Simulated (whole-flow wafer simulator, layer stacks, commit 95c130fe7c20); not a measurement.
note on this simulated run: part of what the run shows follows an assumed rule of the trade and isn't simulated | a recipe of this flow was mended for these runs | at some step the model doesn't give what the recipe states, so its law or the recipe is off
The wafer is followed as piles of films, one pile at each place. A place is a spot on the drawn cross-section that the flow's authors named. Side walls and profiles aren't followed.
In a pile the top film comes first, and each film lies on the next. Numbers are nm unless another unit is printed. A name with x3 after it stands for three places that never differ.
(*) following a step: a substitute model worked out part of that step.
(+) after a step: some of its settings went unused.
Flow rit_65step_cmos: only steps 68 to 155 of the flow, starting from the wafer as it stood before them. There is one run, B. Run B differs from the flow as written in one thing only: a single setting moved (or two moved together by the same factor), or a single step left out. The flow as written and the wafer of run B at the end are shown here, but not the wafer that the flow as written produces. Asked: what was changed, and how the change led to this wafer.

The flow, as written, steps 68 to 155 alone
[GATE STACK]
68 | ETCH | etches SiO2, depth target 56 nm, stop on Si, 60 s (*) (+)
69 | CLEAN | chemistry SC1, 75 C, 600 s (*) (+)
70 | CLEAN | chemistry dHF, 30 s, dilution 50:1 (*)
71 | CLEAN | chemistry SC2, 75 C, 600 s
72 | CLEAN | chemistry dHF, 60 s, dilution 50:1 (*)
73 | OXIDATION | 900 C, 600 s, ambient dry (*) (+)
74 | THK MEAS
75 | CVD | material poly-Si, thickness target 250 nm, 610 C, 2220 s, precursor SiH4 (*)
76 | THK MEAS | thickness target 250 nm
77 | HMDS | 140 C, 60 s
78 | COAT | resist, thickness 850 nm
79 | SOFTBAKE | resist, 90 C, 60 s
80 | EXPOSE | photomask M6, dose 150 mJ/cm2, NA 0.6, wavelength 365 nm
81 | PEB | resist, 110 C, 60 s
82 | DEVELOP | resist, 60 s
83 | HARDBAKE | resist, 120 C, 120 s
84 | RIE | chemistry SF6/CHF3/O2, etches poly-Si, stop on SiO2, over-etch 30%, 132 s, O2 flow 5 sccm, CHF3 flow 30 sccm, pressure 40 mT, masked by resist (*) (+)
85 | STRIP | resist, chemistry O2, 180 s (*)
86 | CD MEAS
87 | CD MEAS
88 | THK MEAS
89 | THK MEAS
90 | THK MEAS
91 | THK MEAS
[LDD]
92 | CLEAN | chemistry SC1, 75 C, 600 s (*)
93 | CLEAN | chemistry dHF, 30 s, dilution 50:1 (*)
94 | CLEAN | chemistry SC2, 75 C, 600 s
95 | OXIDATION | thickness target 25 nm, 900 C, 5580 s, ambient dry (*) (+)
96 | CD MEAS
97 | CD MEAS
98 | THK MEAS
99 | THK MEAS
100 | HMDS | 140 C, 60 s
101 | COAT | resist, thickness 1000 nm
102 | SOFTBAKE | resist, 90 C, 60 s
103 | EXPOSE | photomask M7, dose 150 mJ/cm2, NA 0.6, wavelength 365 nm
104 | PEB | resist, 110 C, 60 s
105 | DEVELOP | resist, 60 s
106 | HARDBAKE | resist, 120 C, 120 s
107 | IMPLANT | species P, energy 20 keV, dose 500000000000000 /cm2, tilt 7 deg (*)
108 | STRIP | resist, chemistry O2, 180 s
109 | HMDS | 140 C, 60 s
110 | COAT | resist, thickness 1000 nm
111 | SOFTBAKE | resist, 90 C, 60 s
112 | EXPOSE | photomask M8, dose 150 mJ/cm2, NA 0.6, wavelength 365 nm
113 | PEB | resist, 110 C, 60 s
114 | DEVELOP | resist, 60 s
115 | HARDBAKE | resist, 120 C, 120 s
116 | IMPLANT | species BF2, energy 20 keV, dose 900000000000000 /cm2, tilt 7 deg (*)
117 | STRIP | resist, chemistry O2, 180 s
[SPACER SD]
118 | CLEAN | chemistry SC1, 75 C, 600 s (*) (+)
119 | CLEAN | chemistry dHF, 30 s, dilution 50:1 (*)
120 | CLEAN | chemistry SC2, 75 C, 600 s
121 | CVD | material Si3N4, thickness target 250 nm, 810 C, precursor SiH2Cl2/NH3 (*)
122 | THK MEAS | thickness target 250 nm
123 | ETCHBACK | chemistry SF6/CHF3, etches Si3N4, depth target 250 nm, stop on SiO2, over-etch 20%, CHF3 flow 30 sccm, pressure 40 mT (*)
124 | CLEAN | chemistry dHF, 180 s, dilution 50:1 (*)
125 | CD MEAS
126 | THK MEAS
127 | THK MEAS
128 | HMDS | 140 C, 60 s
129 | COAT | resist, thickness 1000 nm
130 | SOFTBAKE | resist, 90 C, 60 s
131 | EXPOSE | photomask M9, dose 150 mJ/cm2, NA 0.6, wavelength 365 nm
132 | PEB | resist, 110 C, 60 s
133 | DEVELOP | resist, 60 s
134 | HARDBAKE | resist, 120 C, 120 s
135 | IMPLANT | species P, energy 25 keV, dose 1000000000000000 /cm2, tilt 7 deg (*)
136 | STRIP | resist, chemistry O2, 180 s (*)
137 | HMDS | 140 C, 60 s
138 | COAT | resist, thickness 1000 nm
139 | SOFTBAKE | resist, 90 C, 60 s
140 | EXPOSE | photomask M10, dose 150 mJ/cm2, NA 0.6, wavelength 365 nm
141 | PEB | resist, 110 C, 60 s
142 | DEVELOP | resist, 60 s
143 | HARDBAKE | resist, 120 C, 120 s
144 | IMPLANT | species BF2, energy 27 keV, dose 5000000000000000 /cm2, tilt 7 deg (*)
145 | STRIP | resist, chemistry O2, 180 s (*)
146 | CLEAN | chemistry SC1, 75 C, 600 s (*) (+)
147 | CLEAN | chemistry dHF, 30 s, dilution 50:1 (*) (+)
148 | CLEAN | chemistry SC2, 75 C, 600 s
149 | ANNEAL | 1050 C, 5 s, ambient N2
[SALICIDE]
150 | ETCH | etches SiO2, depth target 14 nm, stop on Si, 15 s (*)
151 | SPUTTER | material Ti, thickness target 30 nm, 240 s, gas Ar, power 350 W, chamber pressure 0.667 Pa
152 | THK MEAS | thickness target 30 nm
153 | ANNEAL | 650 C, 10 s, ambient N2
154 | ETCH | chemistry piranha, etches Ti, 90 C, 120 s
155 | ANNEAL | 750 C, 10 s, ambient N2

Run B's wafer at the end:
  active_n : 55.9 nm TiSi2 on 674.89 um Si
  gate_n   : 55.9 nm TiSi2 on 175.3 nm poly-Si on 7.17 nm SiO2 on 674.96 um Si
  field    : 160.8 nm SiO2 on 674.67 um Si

Cause: step 68, ETCH: depth target 90 nm was run, while the flow as written has depth target 56 nm; step 68, ETCH: 96 s was run, where the flow has 60 s.

Step by step, how the change led to this:
  68 | ETCH | etches SiO2, depth target 56 nm, stop on Si, 60 s (*) (+)
      gate_n, gate_p, spacer, spacer_p, sd_n, sd_p, contact, m1: SiO2 loses 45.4 (all of it), Si loses 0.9 (as written it would have been: SiO2 loses 45.4 (all of it), Si loses 0.22)
      field, field_pw, field_nw, field_p: SiO2 loses 89.6 (as written it would have been: SiO2 loses 56)
      (as well as at 2 more places)
  70 | CLEAN | chemistry dHF, 30 s, dilution 50:1 (*)
      field_nw, field_p: SiO2 loses 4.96 (as written it would have been: SiO2 loses 5.75)
  72 | CLEAN | chemistry dHF, 60 s, dilution 50:1 (*)
      field_nw, field_p: SiO2 loses 9.31 (as written it would have been: SiO2 loses 11.3)
  78 | COAT | resist, thickness 850 nm
      field: resist gains 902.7 (new film) (as written it would have been: resist gains 878 (new film))
      field_p: resist gains 906.2 (new film) (as written it would have been: resist gains 884.6 (new film))
  81 | PEB | resist, 110 C, 60 s
      field: resist loses 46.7 (as written it would have been: resist loses 45.3)
      field_p: resist loses 46.9 (as written it would have been: resist loses 45.7)
  82 | DEVELOP | resist, 60 s
      field: resist loses 856 (all of it) (as written it would have been: resist loses 832.7 (all of it))
      field_p: resist loses 859.3 (all of it) (as written it would have been: resist loses 838.9 (all of it))
  95 | OXIDATION | thickness target 25 nm, 900 C, 5580 s, ambient dry (*) (+)
      field, field_pw: SiO2 gains 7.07, Si loses 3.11 (as written it would have been: SiO2 gains 6.43, Si loses 2.83)
      field_nw, field_p: SiO2 gains 7.15, Si loses 3.15 (as written it would have been: SiO2 gains 6.55, Si loses 2.88)
  101 | COAT | resist, thickness 1000 nm
      field: resist gains 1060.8 (new film) (as written it would have been: resist gains 1037.2 (new film))
  104 | PEB | resist, 110 C, 60 s
      field: resist loses 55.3 (as written it would have been: resist loses 53.9)
      field_p: resist loses 55.4 (as written it would have been: resist loses 54.2)
  105 | DEVELOP | resist, 60 s
      field: resist loses 1005.5 (all of it) (as written it would have been: resist loses 983.3 (all of it))
  106 | HARDBAKE | resist, 120 C, 120 s
      field_p: resist loses 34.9 (as written it would have been: resist loses 34)
  110 | COAT | resist, thickness 1000 nm
      field: resist gains 1060.8 (new film) (as written it would have been: resist gains 1037.2 (new film))
  113 | PEB | resist, 110 C, 60 s
      field: resist loses 55.3 (as written it would have been: resist loses 53.9)
      field_p: resist loses 55.4 (as written it would have been: resist loses 54.2)
  115 | HARDBAKE | resist, 120 C, 120 s
      field: resist loses 34.8 (as written it would have been: resist loses 33.8)
  117 | STRIP | resist, chemistry O2, 180 s
      field: resist loses 970.7 (all of it) (as written it would have been: resist loses 949.5 (all of it))
  129 | COAT | resist, thickness 1000 nm
      field: resist gains 1067.6 (new film) (as written it would have been: resist gains 1043.1 (new film))
      field_p: resist gains 1071.7 (new film) (as written it would have been: resist gains 1050.2 (new film))
  ... another 6 steps ...
  145 | STRIP | resist, chemistry O2, 180 s (*)
      field: resist loses 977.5 (all of it) (as written it would have been: resist loses 955.4 (all of it))
